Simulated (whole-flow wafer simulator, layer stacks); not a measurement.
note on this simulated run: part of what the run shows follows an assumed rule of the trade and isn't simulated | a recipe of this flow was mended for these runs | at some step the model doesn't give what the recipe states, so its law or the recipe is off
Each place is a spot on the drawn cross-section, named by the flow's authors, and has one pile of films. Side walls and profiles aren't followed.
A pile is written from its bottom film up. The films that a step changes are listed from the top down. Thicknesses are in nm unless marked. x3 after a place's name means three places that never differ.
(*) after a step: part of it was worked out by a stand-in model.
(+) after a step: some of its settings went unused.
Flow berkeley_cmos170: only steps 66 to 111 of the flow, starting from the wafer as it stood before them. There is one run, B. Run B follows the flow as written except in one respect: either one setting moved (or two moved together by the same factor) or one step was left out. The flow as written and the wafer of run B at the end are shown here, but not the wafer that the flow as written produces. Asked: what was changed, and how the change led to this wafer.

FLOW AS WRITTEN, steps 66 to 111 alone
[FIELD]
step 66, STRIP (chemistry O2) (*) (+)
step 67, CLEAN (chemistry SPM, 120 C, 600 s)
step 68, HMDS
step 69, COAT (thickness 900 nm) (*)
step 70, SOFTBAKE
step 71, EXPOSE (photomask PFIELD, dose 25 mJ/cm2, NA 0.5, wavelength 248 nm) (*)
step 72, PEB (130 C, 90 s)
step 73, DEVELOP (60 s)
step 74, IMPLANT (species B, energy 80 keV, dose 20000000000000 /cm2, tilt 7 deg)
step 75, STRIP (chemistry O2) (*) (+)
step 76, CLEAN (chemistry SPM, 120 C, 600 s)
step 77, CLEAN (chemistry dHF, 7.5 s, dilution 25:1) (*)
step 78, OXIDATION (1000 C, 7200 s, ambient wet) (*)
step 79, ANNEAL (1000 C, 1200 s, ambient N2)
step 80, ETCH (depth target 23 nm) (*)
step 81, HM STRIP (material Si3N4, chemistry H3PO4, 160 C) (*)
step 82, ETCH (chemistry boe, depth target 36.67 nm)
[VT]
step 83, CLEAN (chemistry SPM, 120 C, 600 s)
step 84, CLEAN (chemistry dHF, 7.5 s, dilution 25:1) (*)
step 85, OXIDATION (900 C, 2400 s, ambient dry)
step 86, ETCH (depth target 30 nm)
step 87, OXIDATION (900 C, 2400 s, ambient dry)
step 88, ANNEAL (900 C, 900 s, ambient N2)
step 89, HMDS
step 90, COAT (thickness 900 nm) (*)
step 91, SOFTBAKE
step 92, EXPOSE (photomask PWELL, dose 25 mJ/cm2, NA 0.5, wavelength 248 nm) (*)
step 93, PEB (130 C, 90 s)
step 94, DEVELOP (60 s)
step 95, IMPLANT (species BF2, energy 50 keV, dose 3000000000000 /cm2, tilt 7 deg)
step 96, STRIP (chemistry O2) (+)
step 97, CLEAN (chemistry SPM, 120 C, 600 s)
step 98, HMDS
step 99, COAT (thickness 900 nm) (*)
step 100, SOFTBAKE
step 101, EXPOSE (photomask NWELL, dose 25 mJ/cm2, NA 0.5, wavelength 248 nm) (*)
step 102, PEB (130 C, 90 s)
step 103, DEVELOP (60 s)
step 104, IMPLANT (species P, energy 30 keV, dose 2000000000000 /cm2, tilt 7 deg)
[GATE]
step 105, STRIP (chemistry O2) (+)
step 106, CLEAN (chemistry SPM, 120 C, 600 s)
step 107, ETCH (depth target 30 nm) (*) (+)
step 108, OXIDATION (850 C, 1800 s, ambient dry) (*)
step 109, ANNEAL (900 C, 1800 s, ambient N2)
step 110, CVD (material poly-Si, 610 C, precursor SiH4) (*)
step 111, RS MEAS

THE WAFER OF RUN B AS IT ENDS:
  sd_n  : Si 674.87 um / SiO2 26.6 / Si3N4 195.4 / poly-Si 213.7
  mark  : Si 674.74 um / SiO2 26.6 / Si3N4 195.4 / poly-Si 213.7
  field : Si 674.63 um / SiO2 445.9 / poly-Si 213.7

Cause: step 81, HM STRIP: 88 C was run, though the flow has 160 C.

How this came from the change, step by step:
  step 81, HM STRIP (material Si3N4, chemistry H3PO4, 160 C) (*)
      mark, sd_n, spacer_n and 9 more: Si3N4 loses 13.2 (as written it would have been: Si3N4 loses 212.2 (all of it), SiO2 loses 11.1)
      field: nothing (as written it would have been: SiO2 loses 17.7)
  step 82, ETCH (chemistry boe, depth target 36.67 nm)
      mark, sd_n, spacer_n and 9 more: Si3N4 loses 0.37 (as written it would have been: SiO2 loses 15.5 (all of it))
  step 83, CLEAN (chemistry SPM, 120 C, 600 s)
      mark, sd_n, spacer_n and 9 more: nothing (as written it would have been: chemical SiO2 gains 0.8 (new film), Si loses 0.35)
  step 84, CLEAN (chemistry dHF, 7.5 s, dilution 25:1) (*)
      mark, sd_n, spacer_n and 9 more: Si3N4 loses 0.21 (as written it would have been: chemical SiO2 loses 0.8 (all of it))
  step 85, OXIDATION (900 C, 2400 s, ambient dry)
      mark, sd_n, spacer_n and 9 more: nothing (as written it would have been: SiO2 gains 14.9 (new film), Si loses 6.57)
  step 86, ETCH (depth target 30 nm)
      mark, sd_n, spacer_n and 9 more: Si3N4 loses 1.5 (as written it would have been: SiO2 loses 14.9 (all of it))
  step 87, OXIDATION (900 C, 2400 s, ambient dry)
      mark, sd_n, spacer_n and 9 more: nothing (as written it would have been: SiO2 gains 14.9 (new film), Si loses 6.57)
  step 90, COAT (thickness 900 nm) (*)
      field: KrF-resist gains 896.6 (new film) (as written it would have been: KrF-resist gains 840.6 (new film))
      sd_n: KrF-resist gains 905.8 (new film) (as written it would have been: KrF-resist gains 1004.6 (new film))
      (also at 10 further places)
  step 94, DEVELOP (60 s)
      field: KrF-resist loses 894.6 (all of it) (as written it would have been: KrF-resist loses 838.8 (all of it))
      sd_n: KrF-resist loses 903.7 (all of it) (as written it would have been: KrF-resist loses 1002.3 (all of it))
      (also at 7 further places)
  step 96, STRIP (chemistry O2) (+)
      sd_p: KrF-resist loses 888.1 (all of it) (as written it would have been: KrF-resist loses 971.9 (all of it))
      spacer_p: KrF-resist loses 887.2 (all of it) (as written it would have been: KrF-resist loses 953.7 (all of it))
      (also at 1 further place)
  step 99, COAT (thickness 900 nm) (*)
      field: KrF-resist gains 896.6 (new film) (as written it would have been: KrF-resist gains 840.6 (new film))
      sd_n: KrF-resist gains 905.8 (new film) (as written it would have been: KrF-resist gains 1004.6 (new film))
      (also at 10 further places)
  step 103, DEVELOP (60 s)
      sd_p: KrF-resist loses 903 (all of it) (as written it would have been: KrF-resist loses 986.9 (all of it))
      spacer_p: KrF-resist loses 902.1 (all of it) (as written it would have been: KrF-resist loses 968.6 (all of it))
      (also at 1 further place)
  step 105, STRIP (chemistry O2) (+)
      field: KrF-resist loses 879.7 (all of it) (as written it would have been: KrF-resist loses 823.8 (all of it))
      sd_n: KrF-resist loses 888.8 (all of it) (as written it would have been: KrF-resist loses 987.4 (all of it))
      (also at 7 further places)
  step 107, ETCH (depth target 30 nm) (*) (+)
      mark, sd_n, spacer_n and 9 more: Si3N4 loses 1.5 (as written it would have been: SiO2 loses 14.9 (all of it))
  step 108, OXIDATION (850 C, 1800 s, ambient dry) (*)
      mark, sd_n, spacer_n and 9 more: nothing (as written it would have been: SiO2 gains 7.48 (new film), Si loses 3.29)
